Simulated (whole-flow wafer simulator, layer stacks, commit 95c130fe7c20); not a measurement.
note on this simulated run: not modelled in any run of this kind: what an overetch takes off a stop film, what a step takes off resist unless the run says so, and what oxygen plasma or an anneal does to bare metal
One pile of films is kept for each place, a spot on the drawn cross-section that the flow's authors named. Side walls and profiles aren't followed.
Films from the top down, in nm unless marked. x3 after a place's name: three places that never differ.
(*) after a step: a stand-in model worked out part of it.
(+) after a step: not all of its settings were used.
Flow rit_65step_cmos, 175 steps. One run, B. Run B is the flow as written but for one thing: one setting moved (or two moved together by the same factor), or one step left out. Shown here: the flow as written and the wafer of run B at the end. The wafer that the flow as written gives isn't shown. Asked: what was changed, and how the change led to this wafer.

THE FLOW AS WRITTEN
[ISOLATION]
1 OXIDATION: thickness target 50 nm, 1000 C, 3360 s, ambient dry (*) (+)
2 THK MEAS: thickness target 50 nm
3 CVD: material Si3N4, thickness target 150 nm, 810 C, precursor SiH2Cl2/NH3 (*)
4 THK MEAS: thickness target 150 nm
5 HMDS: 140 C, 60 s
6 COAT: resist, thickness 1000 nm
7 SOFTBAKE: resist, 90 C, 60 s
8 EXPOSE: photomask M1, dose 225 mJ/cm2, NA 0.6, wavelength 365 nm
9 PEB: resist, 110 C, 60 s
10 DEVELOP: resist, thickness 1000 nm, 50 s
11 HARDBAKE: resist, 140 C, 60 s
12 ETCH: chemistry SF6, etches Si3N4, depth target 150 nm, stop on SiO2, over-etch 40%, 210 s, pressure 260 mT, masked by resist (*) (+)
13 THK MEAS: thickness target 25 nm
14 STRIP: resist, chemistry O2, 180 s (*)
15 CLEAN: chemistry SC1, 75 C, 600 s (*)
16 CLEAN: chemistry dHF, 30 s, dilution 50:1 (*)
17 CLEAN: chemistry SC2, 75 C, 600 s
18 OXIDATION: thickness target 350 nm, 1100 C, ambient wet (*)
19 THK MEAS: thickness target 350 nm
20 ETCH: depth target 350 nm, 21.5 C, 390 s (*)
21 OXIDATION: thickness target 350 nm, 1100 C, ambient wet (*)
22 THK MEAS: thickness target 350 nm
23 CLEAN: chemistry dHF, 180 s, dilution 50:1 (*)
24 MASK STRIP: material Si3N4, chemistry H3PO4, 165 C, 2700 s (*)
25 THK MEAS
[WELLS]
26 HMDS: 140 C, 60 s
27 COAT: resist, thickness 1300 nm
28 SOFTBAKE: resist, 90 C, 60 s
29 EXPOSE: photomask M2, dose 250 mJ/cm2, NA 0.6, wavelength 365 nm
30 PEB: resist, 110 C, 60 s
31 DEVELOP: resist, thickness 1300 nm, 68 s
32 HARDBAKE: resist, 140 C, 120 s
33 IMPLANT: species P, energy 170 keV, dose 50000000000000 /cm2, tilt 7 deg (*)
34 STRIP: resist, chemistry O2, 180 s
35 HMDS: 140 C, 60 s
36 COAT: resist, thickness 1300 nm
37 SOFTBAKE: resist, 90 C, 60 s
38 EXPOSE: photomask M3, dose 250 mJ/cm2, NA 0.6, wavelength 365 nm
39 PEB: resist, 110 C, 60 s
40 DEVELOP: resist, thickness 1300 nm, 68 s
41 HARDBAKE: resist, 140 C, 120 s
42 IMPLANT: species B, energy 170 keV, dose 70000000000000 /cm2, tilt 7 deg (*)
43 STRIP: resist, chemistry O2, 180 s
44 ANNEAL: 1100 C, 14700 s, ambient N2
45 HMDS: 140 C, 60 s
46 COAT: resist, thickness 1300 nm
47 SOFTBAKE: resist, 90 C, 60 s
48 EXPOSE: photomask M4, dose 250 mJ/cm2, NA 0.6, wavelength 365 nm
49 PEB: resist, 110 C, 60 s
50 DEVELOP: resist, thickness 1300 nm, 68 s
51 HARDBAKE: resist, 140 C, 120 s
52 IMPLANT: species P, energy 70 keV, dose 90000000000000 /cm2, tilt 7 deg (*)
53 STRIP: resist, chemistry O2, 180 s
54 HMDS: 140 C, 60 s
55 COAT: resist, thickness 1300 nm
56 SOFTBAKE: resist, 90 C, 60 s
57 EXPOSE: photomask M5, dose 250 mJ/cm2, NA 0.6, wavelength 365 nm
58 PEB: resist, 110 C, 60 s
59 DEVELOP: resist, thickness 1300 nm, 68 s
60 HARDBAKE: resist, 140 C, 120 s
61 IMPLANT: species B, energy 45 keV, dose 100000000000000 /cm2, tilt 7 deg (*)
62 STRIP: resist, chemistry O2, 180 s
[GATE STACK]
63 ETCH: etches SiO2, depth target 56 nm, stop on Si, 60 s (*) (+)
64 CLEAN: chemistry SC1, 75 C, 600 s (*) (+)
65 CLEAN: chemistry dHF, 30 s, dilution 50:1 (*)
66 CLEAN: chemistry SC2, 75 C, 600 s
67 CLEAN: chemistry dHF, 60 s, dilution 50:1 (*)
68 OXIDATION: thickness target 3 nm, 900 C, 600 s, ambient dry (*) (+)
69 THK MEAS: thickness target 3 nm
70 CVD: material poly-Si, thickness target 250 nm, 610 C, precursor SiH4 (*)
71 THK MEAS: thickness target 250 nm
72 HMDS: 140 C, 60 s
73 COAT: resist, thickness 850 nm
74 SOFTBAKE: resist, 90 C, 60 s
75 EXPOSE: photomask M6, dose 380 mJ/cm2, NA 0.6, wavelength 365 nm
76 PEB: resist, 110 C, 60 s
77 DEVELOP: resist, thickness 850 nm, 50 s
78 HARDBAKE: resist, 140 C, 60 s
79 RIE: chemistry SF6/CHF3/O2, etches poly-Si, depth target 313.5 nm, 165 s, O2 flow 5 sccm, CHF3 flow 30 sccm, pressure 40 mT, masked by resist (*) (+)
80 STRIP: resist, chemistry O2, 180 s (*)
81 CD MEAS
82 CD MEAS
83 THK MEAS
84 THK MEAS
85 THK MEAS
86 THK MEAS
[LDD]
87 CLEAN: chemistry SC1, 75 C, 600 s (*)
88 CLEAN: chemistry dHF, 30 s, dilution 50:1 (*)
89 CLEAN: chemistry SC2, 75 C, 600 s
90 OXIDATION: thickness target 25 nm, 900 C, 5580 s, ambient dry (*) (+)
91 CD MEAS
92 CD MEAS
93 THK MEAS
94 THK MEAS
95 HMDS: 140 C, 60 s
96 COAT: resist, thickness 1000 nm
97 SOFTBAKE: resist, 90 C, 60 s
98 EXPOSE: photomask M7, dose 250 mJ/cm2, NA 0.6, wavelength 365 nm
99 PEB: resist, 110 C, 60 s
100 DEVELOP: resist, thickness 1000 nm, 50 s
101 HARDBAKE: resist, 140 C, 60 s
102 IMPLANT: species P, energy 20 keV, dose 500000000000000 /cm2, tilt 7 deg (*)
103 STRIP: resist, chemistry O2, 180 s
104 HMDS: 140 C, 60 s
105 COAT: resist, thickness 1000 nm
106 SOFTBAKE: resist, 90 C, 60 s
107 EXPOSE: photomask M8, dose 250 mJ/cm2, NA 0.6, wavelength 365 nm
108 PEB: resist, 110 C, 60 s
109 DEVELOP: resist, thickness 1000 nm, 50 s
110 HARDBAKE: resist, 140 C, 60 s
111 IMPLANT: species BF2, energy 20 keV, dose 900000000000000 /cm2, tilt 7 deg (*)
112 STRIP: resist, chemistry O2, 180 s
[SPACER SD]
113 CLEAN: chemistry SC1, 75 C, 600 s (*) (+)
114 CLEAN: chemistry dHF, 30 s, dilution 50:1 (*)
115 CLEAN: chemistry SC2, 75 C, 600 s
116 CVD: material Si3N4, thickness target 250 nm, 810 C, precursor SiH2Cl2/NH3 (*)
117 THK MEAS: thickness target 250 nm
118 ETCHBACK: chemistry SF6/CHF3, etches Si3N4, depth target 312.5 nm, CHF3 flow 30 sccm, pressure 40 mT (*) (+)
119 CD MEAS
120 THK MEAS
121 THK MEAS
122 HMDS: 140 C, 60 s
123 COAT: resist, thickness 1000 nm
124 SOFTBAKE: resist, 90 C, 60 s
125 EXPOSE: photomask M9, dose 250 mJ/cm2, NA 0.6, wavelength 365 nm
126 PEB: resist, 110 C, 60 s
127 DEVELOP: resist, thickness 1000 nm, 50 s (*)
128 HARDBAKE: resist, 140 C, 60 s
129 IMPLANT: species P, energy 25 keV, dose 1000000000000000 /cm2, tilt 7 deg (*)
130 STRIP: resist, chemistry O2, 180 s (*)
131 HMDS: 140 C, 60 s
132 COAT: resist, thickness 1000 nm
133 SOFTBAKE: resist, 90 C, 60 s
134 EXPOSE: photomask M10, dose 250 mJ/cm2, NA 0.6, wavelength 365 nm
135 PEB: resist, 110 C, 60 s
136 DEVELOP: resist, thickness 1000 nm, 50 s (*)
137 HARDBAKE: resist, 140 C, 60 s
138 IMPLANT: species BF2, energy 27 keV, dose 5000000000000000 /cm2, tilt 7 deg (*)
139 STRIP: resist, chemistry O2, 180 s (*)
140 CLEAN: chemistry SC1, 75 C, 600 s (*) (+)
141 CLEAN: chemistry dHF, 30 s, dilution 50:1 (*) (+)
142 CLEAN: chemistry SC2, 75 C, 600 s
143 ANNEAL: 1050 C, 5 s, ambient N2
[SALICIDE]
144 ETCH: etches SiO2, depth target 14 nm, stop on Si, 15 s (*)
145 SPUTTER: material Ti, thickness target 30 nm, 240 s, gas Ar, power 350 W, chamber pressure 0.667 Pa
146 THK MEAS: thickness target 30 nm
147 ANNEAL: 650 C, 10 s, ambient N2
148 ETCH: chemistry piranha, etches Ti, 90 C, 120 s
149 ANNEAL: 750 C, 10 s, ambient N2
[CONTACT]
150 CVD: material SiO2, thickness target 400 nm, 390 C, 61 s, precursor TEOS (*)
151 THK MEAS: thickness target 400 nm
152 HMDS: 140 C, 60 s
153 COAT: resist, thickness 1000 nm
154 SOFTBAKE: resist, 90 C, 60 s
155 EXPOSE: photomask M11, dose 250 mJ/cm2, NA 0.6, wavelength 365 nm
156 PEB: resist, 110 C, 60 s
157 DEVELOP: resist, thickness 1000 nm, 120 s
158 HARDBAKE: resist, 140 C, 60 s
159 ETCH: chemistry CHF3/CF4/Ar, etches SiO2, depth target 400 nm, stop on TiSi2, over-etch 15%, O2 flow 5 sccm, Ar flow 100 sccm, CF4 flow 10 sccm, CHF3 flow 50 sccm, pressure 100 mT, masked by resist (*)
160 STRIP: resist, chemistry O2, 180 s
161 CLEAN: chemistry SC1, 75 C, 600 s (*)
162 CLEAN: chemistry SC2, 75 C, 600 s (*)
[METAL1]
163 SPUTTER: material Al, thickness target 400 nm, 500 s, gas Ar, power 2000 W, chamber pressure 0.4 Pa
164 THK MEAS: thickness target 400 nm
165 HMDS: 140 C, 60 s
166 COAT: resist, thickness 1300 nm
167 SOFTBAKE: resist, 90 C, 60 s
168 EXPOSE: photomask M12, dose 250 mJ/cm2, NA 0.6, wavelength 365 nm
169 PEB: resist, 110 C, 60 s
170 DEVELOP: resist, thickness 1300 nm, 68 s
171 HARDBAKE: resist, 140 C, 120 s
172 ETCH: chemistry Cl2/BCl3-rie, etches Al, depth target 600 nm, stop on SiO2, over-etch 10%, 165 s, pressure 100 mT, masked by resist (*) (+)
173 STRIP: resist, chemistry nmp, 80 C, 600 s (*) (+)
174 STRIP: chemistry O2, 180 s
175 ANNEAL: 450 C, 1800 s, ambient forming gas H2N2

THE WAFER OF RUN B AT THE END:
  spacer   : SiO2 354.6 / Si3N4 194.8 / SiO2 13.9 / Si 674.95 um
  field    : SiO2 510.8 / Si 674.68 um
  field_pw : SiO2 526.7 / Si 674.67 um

The cause: step 163, SPUTTER: power 1648 W was run, where the flow has power 2000 W.

How the change led to this, step by step:
  163 SPUTTER: material Al, thickness target 400 nm, 500 s, gas Ar, power 2000 W, chamber pressure 0.4 Pa
      field, field_p, spacer, spacer_p: Al +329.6 (new film) (as written it would be: Al +400 (new film))
      gate_n, gate_p: Al +329.6 (new film) (as written it would be: Al +396 (new film))
      (and at 2 more places)
  172 ETCH: chemistry Cl2/BCl3-rie, etches Al, depth target 600 nm, stop on SiO2, over-etch 10%, 165 s, pressure 100 mT, masked by resist (*) (+)
      field, field_p, spacer, spacer_p: Al -329.6 (all of it), SiO2 -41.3 (as written it would be: Al -400 (all of it), SiO2 -32.5)
      gate_n, gate_p: Al -329.6 (all of it), SiO2 -41.3 (as written it would be: Al -396 (all of it), SiO2 -33)
      (and at 2 more places)
